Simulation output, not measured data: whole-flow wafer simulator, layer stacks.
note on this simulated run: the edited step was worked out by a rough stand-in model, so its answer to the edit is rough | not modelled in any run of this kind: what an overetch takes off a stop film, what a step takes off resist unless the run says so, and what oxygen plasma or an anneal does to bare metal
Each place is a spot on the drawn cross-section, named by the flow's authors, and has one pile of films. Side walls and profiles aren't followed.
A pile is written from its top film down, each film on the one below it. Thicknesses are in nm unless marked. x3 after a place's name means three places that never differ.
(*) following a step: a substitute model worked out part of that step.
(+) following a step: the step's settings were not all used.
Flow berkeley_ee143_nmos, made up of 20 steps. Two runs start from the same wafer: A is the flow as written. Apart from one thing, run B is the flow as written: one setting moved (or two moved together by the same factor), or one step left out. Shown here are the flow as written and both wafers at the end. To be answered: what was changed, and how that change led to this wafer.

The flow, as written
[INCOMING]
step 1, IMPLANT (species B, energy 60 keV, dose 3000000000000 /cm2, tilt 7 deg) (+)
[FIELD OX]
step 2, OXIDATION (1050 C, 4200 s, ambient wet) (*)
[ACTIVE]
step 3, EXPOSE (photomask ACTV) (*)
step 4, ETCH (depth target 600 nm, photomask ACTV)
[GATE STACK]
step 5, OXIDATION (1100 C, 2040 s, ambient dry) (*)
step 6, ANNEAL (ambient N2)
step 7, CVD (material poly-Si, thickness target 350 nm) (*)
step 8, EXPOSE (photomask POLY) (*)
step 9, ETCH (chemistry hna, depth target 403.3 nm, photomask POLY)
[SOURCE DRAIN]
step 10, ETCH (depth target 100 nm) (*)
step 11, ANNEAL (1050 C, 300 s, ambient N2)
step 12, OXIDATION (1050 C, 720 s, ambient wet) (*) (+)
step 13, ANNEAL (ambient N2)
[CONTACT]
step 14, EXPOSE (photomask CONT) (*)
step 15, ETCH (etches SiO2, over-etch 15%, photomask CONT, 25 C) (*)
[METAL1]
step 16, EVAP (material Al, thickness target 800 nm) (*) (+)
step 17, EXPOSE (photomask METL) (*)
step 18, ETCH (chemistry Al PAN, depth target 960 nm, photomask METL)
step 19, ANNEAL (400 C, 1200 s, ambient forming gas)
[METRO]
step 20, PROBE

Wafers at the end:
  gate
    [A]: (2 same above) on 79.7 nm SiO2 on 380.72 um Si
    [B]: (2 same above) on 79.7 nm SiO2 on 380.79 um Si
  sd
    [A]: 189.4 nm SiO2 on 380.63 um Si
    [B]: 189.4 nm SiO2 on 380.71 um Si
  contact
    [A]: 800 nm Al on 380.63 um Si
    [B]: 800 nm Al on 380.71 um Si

Cause: step 2, OXIDATION: 2310 s was run, whereas the flow has 4200 s.

The path from the change to this, step by step:
  step 2, OXIDATION (1050 C, 4200 s, ambient wet) (*)
      gate, sd, contact, field: A SiO2 gains 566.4 (new film), chemical SiO2 loses 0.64 (all of it), Si loses 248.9 | B SiO2 gains 393.9 (new film), chemical SiO2 loses 0.64 (all of it), Si loses 173
  step 4, ETCH (depth target 600 nm, photomask ACTV)
      gate, sd, contact: A SiO2 loses 566.4 (all of it) | B SiO2 loses 393.9 (all of it)
  step 5, OXIDATION (1100 C, 2040 s, ambient dry) (*)
      field: A SiO2 gains 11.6, Si loses 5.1 | B SiO2 gains 15.7, Si loses 6.91
  step 12, OXIDATION (1050 C, 720 s, ambient wet) (*) (+)
      field: A SiO2 gains 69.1, Si loses 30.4 | B SiO2 gains 90.8, Si loses 39.9
